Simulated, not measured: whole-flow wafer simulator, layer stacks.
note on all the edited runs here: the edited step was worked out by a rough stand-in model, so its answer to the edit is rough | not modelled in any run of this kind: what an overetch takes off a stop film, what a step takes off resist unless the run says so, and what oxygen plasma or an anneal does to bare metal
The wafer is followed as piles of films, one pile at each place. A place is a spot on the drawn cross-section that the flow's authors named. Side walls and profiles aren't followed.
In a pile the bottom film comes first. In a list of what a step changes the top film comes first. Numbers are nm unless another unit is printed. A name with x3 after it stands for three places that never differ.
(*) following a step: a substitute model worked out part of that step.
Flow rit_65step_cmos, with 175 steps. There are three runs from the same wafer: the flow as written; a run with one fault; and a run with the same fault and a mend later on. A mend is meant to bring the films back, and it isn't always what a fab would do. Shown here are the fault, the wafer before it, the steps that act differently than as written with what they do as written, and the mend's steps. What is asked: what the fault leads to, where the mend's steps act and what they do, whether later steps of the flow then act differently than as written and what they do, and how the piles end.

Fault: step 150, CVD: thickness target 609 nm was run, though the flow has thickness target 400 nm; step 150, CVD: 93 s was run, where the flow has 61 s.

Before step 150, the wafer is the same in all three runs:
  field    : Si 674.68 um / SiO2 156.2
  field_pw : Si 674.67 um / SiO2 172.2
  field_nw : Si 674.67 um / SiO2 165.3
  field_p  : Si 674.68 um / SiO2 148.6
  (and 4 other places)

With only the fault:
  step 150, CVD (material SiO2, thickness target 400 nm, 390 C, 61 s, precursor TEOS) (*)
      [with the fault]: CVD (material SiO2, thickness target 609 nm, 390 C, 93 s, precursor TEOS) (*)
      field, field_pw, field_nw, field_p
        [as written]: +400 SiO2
        [with the fault]: +609 SiO2
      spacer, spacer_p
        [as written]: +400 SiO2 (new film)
        [with the fault]: +609 SiO2 (new film)
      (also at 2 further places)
  Every later step of the flow that is run acts as written, at every place that is followed, to within 2% or 0.5 nm, whichever is larger.
  The piles end different from the flow's at field, field_pw, field_nw, field_p, gate_n, gate_p, spacer, spacer_p by more than 2% or 0.5 nm, whichever is larger.
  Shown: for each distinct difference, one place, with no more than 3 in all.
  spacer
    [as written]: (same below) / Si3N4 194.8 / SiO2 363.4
    [with the fault]: (same below) / Si3N4 194.8 / SiO2 572.4
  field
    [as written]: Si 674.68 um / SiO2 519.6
    [with the fault]: Si 674.68 um / SiO2 728.6
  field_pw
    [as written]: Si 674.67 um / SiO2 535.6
    [with the fault]: Si 674.67 um / SiO2 744.6

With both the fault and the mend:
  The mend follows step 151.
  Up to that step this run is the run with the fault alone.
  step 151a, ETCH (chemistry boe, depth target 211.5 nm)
      field, field_pw, field_nw, field_p, gate_n, gate_p, spacer, spacer_p
        -211.5 SiO2
  Every later step of the flow that is run acts as written, at every place that is followed, to within 2% or 0.5 nm, whichever is larger.
  When the end is reached, the piles differ only a little from the flow's at the places that both follow, at most by 2% or 0.5 nm, whichever is larger.
